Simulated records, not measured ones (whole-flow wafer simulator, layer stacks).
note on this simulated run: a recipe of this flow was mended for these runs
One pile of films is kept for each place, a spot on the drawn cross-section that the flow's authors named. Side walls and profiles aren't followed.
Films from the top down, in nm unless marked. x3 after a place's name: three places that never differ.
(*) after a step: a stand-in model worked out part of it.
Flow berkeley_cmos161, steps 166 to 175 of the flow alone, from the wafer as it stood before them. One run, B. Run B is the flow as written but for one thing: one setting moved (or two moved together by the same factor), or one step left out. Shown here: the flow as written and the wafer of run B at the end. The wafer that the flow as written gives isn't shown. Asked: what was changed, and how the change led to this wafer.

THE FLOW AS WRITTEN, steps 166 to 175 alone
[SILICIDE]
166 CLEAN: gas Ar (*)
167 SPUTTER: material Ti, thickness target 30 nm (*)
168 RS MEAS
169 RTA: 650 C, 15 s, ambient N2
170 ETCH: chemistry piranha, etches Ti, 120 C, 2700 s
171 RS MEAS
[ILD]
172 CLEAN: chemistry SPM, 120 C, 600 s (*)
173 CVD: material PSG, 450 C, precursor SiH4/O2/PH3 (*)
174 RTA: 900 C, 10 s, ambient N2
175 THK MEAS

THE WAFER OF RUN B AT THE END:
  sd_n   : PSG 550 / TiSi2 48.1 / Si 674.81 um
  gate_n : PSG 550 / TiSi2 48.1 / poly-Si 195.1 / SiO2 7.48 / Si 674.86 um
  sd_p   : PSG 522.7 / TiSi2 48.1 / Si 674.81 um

The cause: step 169, RTA: 6 s was run, where the flow has 15 s.

How the change led to this, step by step:
  169 RTA: 650 C, 15 s, ambient N2
      sd_n, sd_p, contact x2: Ti -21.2, TiSi first +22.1 (new film), TiSi2 C49 +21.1 (new film), Si -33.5 (as written it would be: Ti -23.4, TiSi first +6.2 (new film), TiSi2 C49 +50.3 (new film), Si -49)
      gate_n, gate_p: Ti -21.2, TiSi first +22.1 (new film), TiSi2 C49 +21.1 (new film), poly-Si -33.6 (as written it would be: Ti -23.4, TiSi first +6.2 (new film), TiSi2 C49 +50.3 (new film), poly-Si -49.2)
  170 ETCH: chemistry piranha, etches Ti, 120 C, 2700 s
      sd_n, gate_n, sd_p, gate_p, contact x2: Ti -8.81 (all of it), TiSi first -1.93 (as written it would be: Ti -6.6 (all of it), TiSi first -1.93)
  174 RTA: 900 C, 10 s, ambient N2
      sd_n, sd_p, contact x2: under 1 film: TiSi2 +48.1 (new film), TiSi first -20.1 (all of it), TiSi2 C49 -21.1 (all of it), Si -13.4 (as written it would be: under 1 film: TiSi2 +53.3 (new film), TiSi first -4.27 (all of it), TiSi2 C49 -50.3 (all of it), Si -2.83)
      gate_n, gate_p: under 1 film: TiSi2 +48.1 (new film), TiSi first -20.1 (all of it), TiSi2 C49 -21.1 (all of it), poly-Si -13.4 (as written it would be: under 1 film: TiSi2 +53.3 (new film), TiSi first -4.27 (all of it), TiSi2 C49 -50.3 (all of it), poly-Si -2.85)
